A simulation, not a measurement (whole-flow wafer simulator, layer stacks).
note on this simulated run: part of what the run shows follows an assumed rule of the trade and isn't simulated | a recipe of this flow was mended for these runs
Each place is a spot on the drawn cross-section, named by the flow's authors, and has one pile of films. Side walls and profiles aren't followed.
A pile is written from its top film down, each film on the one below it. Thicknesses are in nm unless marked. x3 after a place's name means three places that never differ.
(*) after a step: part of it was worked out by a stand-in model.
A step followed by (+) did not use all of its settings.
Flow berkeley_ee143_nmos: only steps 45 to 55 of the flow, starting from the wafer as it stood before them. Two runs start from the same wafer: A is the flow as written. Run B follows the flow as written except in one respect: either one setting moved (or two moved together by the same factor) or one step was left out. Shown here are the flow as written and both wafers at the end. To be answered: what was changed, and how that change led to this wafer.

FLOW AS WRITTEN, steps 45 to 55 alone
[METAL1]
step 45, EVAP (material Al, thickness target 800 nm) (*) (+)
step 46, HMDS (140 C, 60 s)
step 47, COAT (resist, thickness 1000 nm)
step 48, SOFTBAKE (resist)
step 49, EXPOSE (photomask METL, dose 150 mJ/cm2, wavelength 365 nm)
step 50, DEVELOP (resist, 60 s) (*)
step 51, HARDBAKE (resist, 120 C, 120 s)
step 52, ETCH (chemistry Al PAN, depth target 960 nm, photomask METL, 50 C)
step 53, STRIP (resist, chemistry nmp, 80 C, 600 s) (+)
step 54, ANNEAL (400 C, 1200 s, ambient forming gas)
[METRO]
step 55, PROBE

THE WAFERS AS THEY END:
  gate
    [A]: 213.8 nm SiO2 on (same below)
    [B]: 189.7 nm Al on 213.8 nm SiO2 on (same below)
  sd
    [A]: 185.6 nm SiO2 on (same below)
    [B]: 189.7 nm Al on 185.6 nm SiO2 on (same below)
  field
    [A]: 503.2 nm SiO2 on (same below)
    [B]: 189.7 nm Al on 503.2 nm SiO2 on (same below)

What caused this: step 52, ETCH: depth target 597 nm was run, whereas the flow has depth target 960 nm.

Step by step, how the change led to this:
  step 52, ETCH (chemistry Al PAN, depth target 960 nm, photomask METL, 50 C)
      gate, sd, field: A -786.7 Al (all of it) | B -597 Al
Taking metal films that touch as one body, gate has 1 body; the flow as written gives 0 bodies.
Taking metal films that touch as one body, sd has 1 body; the flow as written gives 0 bodies.
Taking metal films that touch as one body, field has 1 body; the flow as written gives 0 bodies.
